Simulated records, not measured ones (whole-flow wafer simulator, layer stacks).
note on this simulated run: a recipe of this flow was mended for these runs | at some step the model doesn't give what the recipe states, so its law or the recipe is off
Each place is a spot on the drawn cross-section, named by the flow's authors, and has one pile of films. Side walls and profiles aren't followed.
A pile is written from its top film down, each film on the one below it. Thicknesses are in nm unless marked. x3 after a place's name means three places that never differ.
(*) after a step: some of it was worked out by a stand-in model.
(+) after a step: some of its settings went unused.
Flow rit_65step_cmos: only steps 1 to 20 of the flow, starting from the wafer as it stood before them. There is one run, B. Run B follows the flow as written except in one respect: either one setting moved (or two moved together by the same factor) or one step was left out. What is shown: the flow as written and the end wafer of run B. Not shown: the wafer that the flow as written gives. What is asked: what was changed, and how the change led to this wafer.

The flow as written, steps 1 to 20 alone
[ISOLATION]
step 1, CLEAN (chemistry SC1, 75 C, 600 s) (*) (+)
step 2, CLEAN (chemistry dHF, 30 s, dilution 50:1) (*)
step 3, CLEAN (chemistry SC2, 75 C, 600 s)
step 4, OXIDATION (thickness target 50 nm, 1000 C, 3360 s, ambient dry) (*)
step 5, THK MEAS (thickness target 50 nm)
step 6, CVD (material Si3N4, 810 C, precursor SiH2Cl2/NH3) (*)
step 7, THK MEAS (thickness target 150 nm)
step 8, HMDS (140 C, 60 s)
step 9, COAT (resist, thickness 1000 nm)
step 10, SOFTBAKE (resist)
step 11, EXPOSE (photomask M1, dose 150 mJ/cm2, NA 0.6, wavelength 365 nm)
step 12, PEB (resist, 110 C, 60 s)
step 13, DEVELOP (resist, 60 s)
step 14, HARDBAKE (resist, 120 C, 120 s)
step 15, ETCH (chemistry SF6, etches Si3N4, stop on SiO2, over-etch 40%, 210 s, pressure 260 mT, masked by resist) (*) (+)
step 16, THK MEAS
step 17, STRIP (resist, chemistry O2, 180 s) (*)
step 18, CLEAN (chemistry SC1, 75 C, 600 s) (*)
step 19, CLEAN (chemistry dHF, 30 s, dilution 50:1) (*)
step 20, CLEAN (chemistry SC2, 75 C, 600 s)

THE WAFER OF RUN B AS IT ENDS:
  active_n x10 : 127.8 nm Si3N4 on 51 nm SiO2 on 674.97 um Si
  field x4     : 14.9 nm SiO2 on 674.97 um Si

What caused this: step 6, CVD: 798 C was run, though the flow has 810 C.

The path from the change to this, step by step:
  step 6, CVD (material Si3N4, 810 C, precursor SiH2Cl2/NH3) (*)
      field x4, active_n x10: +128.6 Si3N4 (new film) (as written it would have been: +150 Si3N4 (new film))
  step 15, ETCH (chemistry SF6, etches Si3N4, stop on SiO2, over-etch 40%, 210 s, pressure 260 mT, masked by resist) (*) (+)
      field x4: -128.6 Si3N4 (all of it), -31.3 SiO2 (as written it would have been: -150 Si3N4 (all of it), -23.1 SiO2)
